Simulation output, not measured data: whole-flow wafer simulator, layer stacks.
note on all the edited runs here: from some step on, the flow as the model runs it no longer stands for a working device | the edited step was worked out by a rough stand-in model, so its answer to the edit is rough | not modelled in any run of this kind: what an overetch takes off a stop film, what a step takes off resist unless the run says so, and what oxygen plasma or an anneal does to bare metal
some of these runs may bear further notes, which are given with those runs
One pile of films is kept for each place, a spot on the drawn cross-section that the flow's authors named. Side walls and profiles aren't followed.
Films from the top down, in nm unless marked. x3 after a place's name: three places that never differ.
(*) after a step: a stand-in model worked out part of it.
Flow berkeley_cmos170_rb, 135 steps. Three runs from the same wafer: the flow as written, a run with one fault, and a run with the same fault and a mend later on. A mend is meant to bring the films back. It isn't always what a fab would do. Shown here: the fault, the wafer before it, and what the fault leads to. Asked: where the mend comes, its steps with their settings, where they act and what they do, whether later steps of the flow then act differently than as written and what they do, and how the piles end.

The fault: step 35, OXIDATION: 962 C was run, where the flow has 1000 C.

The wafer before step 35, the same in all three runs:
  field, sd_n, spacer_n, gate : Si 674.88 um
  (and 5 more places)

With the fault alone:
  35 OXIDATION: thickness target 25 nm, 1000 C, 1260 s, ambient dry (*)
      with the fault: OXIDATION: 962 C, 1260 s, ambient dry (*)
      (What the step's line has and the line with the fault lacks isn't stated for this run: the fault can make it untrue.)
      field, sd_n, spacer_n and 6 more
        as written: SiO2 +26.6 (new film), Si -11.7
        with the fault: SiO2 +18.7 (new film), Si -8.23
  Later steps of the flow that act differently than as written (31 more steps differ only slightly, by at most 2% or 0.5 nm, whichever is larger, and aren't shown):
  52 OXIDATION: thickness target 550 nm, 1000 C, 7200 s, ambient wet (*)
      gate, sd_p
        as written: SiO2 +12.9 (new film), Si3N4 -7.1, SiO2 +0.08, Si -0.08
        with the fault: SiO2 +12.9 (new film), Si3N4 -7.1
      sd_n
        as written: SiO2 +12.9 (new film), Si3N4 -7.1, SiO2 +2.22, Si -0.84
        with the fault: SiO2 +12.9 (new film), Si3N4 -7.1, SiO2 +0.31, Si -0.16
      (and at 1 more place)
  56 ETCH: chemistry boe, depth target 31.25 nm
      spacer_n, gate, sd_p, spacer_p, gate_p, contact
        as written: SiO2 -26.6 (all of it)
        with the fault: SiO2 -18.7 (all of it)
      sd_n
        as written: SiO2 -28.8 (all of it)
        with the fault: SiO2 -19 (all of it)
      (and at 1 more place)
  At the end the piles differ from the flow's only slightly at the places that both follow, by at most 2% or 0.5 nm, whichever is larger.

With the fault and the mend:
  The mend comes after step 36.
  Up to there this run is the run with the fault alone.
  36a OXIDATION: 1000 C, 496 s, ambient dry (*) (the flow's step 35 once more, with other settings)
      field, sd_n, spacer_n and 6 more
        SiO2 +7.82, Si -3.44
  No later step of the flow acts differently than as written, at any place that is followed, by more than 2% or 0.5 nm, whichever is larger.
  At the end the piles are the same as the flow's at every place that both follow.
